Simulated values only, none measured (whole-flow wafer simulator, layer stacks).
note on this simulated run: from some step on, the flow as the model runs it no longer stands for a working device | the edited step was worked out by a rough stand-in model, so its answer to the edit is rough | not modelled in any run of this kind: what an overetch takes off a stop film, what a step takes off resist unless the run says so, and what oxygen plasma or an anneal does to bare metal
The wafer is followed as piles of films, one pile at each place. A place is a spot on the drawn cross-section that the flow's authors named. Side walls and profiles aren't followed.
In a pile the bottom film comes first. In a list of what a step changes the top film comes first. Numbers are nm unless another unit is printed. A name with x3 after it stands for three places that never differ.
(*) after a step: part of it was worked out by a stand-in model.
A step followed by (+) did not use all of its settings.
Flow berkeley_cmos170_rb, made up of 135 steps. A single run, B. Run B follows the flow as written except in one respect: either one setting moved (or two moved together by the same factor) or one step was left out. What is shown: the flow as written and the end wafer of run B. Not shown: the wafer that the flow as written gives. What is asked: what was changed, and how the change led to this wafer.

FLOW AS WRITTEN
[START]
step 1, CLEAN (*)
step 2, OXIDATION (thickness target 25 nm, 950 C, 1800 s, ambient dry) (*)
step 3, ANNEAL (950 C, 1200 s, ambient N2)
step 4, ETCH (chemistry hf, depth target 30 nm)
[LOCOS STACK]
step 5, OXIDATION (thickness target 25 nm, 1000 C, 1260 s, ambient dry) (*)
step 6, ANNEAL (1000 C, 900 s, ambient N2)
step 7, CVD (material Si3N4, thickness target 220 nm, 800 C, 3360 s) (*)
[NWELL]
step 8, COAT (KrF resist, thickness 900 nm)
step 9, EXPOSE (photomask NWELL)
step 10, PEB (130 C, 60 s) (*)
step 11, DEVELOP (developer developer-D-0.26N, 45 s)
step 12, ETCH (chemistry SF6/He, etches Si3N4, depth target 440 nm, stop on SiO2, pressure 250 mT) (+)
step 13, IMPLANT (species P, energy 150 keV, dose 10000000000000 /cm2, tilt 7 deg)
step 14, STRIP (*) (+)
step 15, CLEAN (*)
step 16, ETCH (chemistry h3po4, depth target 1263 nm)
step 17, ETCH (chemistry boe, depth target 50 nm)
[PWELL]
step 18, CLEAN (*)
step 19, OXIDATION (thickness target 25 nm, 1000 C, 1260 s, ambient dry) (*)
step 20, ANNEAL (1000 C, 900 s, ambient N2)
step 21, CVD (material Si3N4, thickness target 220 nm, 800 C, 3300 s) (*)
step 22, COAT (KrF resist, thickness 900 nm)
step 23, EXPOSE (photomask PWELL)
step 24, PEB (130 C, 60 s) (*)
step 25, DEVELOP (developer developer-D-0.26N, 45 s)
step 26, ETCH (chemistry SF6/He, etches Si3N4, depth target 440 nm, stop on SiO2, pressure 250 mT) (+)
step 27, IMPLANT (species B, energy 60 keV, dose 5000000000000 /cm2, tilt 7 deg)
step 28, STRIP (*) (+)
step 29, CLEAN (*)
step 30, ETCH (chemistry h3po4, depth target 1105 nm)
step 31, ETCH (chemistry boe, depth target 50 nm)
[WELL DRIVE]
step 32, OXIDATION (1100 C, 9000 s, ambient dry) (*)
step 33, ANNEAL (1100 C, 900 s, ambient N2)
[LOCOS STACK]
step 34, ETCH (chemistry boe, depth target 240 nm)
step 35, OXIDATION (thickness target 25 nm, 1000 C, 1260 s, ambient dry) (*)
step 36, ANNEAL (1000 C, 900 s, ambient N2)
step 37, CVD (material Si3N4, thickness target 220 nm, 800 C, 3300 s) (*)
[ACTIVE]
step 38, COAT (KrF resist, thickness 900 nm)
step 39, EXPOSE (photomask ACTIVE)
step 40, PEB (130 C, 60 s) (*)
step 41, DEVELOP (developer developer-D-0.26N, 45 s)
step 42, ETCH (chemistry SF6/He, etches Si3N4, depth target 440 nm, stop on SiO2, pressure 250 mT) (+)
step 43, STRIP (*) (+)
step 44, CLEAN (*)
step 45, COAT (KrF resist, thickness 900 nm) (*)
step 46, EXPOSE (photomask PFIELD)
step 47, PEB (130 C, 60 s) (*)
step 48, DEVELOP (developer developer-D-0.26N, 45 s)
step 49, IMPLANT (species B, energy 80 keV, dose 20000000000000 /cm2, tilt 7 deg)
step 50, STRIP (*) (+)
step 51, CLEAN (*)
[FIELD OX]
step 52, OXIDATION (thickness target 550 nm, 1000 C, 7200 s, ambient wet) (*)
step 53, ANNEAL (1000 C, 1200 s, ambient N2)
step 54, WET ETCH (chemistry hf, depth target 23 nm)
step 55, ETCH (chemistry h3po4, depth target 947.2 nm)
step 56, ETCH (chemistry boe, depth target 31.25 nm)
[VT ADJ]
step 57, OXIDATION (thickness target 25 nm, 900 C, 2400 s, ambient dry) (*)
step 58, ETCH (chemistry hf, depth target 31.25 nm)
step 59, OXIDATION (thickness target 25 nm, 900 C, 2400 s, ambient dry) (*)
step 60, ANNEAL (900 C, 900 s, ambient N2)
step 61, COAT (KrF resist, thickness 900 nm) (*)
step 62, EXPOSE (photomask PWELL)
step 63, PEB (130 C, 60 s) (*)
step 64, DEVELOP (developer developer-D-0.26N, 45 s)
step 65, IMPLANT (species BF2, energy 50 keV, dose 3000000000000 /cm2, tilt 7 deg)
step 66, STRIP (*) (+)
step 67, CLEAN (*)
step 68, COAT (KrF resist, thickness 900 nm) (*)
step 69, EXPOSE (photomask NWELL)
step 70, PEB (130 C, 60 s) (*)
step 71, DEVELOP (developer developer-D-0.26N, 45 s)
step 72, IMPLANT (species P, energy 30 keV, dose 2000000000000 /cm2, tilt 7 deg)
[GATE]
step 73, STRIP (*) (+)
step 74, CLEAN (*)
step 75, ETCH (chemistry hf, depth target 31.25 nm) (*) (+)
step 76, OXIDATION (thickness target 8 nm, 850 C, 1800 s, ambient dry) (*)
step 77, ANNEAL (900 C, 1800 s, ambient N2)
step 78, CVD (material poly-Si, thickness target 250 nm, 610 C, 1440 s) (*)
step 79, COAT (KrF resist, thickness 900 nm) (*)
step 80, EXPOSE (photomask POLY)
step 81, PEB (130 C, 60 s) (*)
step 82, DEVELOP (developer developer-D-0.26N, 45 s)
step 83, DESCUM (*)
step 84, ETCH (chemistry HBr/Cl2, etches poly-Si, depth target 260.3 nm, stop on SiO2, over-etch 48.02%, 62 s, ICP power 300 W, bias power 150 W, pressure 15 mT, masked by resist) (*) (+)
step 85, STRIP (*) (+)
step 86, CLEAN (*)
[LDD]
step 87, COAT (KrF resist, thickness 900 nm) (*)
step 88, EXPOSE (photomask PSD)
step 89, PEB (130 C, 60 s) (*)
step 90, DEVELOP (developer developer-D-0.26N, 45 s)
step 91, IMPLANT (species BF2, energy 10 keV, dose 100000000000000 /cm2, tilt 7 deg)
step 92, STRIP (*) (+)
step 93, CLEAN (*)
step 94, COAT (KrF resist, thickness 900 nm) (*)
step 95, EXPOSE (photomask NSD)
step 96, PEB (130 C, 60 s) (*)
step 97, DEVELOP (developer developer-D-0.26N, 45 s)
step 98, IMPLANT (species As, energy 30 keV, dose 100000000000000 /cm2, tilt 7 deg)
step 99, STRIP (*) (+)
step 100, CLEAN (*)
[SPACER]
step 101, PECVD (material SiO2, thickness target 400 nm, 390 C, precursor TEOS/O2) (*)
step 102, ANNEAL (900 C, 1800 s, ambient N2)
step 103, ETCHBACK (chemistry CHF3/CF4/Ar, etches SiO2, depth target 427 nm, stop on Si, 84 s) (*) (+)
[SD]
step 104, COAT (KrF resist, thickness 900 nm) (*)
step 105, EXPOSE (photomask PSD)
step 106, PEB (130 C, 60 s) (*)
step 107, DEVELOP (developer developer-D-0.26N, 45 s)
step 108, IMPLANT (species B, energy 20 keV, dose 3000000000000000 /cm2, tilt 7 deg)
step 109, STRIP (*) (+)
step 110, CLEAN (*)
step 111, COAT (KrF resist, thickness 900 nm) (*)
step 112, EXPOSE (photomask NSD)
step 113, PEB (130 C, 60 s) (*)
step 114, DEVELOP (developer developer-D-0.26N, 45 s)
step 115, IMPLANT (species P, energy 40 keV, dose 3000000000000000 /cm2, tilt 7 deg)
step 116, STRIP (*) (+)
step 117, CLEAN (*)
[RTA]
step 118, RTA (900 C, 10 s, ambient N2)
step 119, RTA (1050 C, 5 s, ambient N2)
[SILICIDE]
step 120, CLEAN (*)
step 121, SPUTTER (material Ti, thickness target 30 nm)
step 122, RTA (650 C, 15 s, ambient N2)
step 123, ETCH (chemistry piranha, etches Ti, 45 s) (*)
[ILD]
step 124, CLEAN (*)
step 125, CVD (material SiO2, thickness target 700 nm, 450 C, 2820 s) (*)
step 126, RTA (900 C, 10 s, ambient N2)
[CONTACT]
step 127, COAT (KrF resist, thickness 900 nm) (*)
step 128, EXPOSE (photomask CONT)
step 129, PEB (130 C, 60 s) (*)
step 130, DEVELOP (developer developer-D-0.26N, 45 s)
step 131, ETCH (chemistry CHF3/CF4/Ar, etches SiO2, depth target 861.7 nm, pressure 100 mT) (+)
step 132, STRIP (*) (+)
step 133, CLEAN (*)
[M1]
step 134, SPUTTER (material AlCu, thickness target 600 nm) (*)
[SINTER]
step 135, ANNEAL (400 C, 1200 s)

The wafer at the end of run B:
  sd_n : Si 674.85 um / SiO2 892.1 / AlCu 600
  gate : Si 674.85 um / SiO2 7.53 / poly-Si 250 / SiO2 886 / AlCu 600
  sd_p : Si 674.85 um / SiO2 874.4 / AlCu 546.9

What caused this: step 103, ETCHBACK: depth target 214 nm was run, while the flow as written has depth target 427 nm.

How this came from the change, step by step:
  step 103, ETCHBACK (chemistry CHF3/CF4/Ar, etches SiO2, depth target 427 nm, stop on Si, 84 s) (*) (+)
      sd_n, contact, m1: SiO2 loses 214 (as written it would have been: SiO2 loses 406.1 (all of it))
      spacer_n, spacer_p: nothing (as written it would have been: SiO2 loses 157.9)
      (and at 4 other places as well)
  step 104, COAT (KrF resist, thickness 900 nm) (*)
      sd_n: KrF resist gains 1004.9 (new film) (as written it would have been: KrF resist gains 982.1 (new film))
      spacer_n: KrF resist gains 828 (new film) (as written it would have been: KrF resist gains 766.3 (new film))
      (and at 4 other places as well)
  step 107, DEVELOP (developer developer-D-0.26N, 45 s)
      sd_p: KrF resist loses 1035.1 (all of it) (as written it would have been: KrF resist loses 990.7 (all of it))
      spacer_p: KrF resist loses 826.6 (all of it) (as written it would have been: KrF resist loses 767.7 (all of it))
      (and at 1 other place as well)
  step 109, STRIP (*) (+)
      sd_n: KrF resist loses 990.7 (all of it) (as written it would have been: KrF resist loses 967.9 (all of it))
      spacer_n: KrF resist loses 813.8 (all of it) (as written it would have been: KrF resist loses 752.1 (all of it))
      (and at 1 other place as well)
  step 111, COAT (KrF resist, thickness 900 nm) (*)
      sd_n: KrF resist gains 1004.9 (new film) (as written it would have been: KrF resist gains 982.1 (new film))
      spacer_n: KrF resist gains 828 (new film) (as written it would have been: KrF resist gains 766.3 (new film))
      (and at 4 other places as well)
  step 114, DEVELOP (developer developer-D-0.26N, 45 s)
      sd_n: KrF resist loses 1004.9 (all of it) (as written it would have been: KrF resist loses 982.1 (all of it))
      spacer_n: KrF resist loses 828 (all of it) (as written it would have been: KrF resist loses 766.3 (all of it))
      (and at 1 other place as well)
  step 116, STRIP (*) (+)
      sd_p: KrF resist loses 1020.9 (all of it) (as written it would have been: KrF resist loses 976.5 (all of it))
      spacer_p: KrF resist loses 812.4 (all of it) (as written it would have been: KrF resist loses 753.5 (all of it))
      (and at 1 other place as well)
  step 121, SPUTTER (material Ti, thickness target 30 nm)
      spacer_n, spacer_p: Ti gains 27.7 (new film) (as written it would have been: Ti gains 30 (new film))
      sd_p: Ti gains 24.9 (new film) (as written it would have been: Ti gains 27.1 (new film))
  step 122, RTA (650 C, 15 s, ambient N2)
      sd_n, contact, m1: nothing (as written it would have been: Ti loses 23.4, TiSi first gains 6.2 (new film), TiSi2 C49 gains 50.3 (new film), Si loses 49)
      gate, gate_p: nothing (as written it would have been: Ti loses 23.4, TiSi first gains 6.2 (new film), TiSi2 C49 gains 50.3 (new film), poly-Si loses 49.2)
      (and at 1 other place as well)
  step 123, ETCH (chemistry piranha, etches Ti, 45 s) (*)
      sd_n, gate, gate_p, contact, m1: Ti loses 30 (all of it) (as written it would have been: Ti loses 6.6 (all of it))
      spacer_n, spacer_p: Ti loses 27.7 (all of it) (as written it would have been: Ti loses 30 (all of it))
      (and at 1 other place as well)
  step 125, CVD (material SiO2, thickness target 700 nm, 450 C, 2820 s) (*)
      sd_n, gate, sd_p, gate_p, contact, m1: SiO2 gains 700 (as written it would have been: SiO2 gains 700 (new film))
  step 126, RTA (900 C, 10 s, ambient N2)
      sd_n, contact, m1: nothing (as written it would have been: under 1 film: TiSi2 gains 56 (new film), TiSi first loses 6.2 (all of it), TiSi2 C49 loses 50.3 (all of it), Si loses 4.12)
      gate, gate_p: nothing (as written it would have been: under 1 film: TiSi2 gains 56 (new film), TiSi first loses 6.2 (all of it), TiSi2 C49 loses 50.3 (all of it), poly-Si loses 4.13)
      (and at 1 other place as well)
  step 127, COAT (KrF resist, thickness 900 nm) (*)
      spacer_n: KrF resist gains 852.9 (new film) (as written it would have been: KrF resist gains 819.8 (new film))
      sd_p: KrF resist gains 1065.7 (new film) (as written it would have been: KrF resist gains 1039.8 (new film))
      (and at 1 other place as well)
  step 131, ETCH (chemistry CHF3/CF4/Ar, etches SiO2, depth target 861.7 nm, pressure 100 mT) (+)
      contact: SiO2 loses 861.7 (as written it would have been: SiO2 loses 700 (all of it), TiSi2 loses 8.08)
  step 132, STRIP (*) (+)
      spacer_n: KrF resist loses 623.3 (all of it) (as written it would have been: KrF resist loses 590.2 (all of it))
      sd_p: KrF resist loses 836.1 (all of it) (as written it would have been: KrF resist loses 810.2 (all of it))
      (and at 1 other place as well)
  step 134, SPUTTER (material AlCu, thickness target 600 nm) (*)
      contact: AlCu gains 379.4 (new film) (as written it would have been: AlCu gains 415.1 (new film))
